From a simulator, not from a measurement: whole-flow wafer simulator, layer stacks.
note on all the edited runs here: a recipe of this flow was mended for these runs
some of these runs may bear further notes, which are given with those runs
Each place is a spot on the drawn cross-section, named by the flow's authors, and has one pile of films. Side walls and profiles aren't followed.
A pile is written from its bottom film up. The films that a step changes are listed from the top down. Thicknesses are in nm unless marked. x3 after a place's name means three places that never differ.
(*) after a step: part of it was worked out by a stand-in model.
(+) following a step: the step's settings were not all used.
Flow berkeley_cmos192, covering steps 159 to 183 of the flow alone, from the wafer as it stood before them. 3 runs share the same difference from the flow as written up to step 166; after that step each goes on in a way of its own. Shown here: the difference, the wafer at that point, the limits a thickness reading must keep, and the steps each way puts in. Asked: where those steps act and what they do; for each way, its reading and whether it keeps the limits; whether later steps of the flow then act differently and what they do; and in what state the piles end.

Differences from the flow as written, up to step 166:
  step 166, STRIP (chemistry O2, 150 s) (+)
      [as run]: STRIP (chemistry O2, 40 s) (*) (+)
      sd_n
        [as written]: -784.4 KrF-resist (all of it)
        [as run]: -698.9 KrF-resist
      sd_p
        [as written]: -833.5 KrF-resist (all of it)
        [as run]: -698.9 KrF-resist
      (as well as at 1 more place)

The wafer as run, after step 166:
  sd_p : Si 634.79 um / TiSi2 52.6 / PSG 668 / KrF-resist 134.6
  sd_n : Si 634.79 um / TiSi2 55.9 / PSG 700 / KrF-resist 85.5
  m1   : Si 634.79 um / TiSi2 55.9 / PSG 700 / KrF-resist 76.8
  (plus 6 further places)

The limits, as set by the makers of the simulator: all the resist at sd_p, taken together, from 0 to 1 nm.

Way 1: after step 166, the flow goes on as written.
  Reading after step 166: 134.6 nm, not within the limits.
  Later steps of the flow acting differently than as written:
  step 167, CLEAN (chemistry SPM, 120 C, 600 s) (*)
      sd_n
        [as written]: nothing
        [this way]: -85.5 KrF-resist (all of it)
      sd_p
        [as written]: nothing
        [this way]: -134.6 KrF-resist (all of it)
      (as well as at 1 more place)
  The piles end the same as the flow's at every place that both follow.

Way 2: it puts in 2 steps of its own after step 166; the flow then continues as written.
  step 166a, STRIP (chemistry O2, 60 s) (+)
      sd_n
        -85.5 KrF-resist (all of it)
      sd_p
        -134.6 KrF-resist (all of it)
      m1
        -76.8 KrF-resist (all of it)
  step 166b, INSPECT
      does not change any film at any place that is followed
  Reading after step 166b: 0 nm, inside the limits.
  Later steps of the flow that are run all act as written at every place that is followed.
  The piles end the same as the flow's at every place that both follow.

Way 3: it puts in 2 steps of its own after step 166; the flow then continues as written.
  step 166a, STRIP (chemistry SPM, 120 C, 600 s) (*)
      sd_n
        -85.5 KrF-resist (all of it)
      sd_p
        -134.6 KrF-resist (all of it)
      m1
        -76.8 KrF-resist (all of it)
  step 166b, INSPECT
      does not change any film at any place that is followed
  Reading after step 166b: 0 nm, inside the limits.
  Later steps of the flow that are run all act as written at every place that is followed.
  The piles end the same as the flow's at every place that both follow.

Keeping within the limits: way 2, way 3. Outside them: way 1.
